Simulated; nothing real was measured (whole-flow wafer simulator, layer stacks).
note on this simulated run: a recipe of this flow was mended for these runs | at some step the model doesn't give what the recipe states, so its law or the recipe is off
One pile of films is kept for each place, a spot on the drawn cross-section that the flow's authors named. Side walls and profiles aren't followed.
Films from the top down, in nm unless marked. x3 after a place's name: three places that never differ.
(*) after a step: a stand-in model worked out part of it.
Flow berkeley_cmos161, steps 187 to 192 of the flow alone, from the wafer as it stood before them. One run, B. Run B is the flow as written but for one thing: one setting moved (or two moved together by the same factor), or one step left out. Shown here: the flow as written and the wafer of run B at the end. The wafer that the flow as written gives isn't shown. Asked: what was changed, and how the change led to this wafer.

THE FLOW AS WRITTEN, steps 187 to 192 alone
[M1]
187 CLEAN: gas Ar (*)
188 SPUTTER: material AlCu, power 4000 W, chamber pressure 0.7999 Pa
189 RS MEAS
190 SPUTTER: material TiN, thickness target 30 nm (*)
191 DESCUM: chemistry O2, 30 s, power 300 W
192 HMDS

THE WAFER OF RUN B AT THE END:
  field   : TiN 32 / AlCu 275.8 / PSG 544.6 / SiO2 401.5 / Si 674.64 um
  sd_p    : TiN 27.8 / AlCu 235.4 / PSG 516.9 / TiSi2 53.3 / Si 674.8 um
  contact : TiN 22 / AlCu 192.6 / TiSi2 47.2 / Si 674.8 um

The cause: step 190, SPUTTER: thickness target 32 nm was run, where the flow has thickness target 30 nm.
It can be read off the wafer: field has TiN 32, and step 190 as written asks for 30 nm.

How the change led to this, step by step:
  190 SPUTTER: material TiN, thickness target 30 nm (*)
      field, sd_n, spacer_n, gate_n, spacer_p, gate_p, m1: TiN +32 (new film) (as written it would be: TiN +30 (new film))
      sd_p: TiN +27.8 (new film) (as written it would be: TiN +26.1 (new film))
      (and at 1 more place)
